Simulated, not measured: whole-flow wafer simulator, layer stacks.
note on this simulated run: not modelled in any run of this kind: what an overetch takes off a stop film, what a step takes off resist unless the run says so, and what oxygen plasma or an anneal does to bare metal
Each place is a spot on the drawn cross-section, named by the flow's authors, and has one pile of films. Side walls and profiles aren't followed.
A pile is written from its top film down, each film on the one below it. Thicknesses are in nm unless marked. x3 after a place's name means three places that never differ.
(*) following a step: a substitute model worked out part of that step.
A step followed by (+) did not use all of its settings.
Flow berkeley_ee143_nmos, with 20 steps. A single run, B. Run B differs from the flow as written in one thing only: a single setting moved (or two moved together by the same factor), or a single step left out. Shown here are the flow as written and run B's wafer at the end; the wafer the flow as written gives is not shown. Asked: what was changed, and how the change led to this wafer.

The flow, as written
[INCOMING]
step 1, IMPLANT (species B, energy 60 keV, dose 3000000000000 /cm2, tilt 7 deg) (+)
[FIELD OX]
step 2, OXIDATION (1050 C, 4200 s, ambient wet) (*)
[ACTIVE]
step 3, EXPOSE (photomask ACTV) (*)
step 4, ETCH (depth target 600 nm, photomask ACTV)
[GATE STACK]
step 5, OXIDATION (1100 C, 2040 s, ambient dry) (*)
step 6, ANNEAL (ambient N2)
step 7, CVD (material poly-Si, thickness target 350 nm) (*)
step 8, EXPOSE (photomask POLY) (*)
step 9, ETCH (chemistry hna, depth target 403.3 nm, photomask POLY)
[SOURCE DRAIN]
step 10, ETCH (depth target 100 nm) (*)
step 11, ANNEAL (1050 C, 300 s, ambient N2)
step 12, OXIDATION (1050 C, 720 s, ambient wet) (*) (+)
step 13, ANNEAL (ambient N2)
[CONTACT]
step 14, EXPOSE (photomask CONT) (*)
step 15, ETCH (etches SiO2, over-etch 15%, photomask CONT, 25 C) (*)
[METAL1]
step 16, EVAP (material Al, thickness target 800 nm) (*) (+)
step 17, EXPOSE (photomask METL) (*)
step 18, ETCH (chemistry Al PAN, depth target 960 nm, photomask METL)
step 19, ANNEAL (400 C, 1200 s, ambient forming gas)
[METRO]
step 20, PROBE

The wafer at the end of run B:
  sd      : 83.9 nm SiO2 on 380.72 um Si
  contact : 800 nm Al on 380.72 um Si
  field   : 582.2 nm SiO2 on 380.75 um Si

The reason: step 9, ETCH: depth target 348.1 nm was run, whereas the flow has depth target 403.3 nm.

Step by step, how the change led to this:
  step 9, ETCH (chemistry hna, depth target 403.3 nm, photomask POLY)
      sd, contact, field: -348.1 poly-Si (it would be, as written: -350 poly-Si (all of it))
  step 10, ETCH (depth target 100 nm) (*)
      sd, contact: nothing (it would be, as written: -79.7 SiO2 (all of it))
      field: nothing (it would be, as written: -100 SiO2)
  step 12, OXIDATION (1050 C, 720 s, ambient wet) (*) (+)
      sd, contact: -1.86 poly-Si (all of it), +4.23 SiO2 (it would be, as written: +189.4 SiO2 (new film), -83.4 Si)
      field: -1.86 poly-Si (all of it), +4.23 SiO2 (it would be, as written: +69.1 SiO2, -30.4 Si)
  step 15, ETCH (etches SiO2, over-etch 15%, photomask CONT, 25 C) (*)
      contact: -83.9 SiO2 (all of it) (it would be, as written: -189.4 SiO2 (all of it))
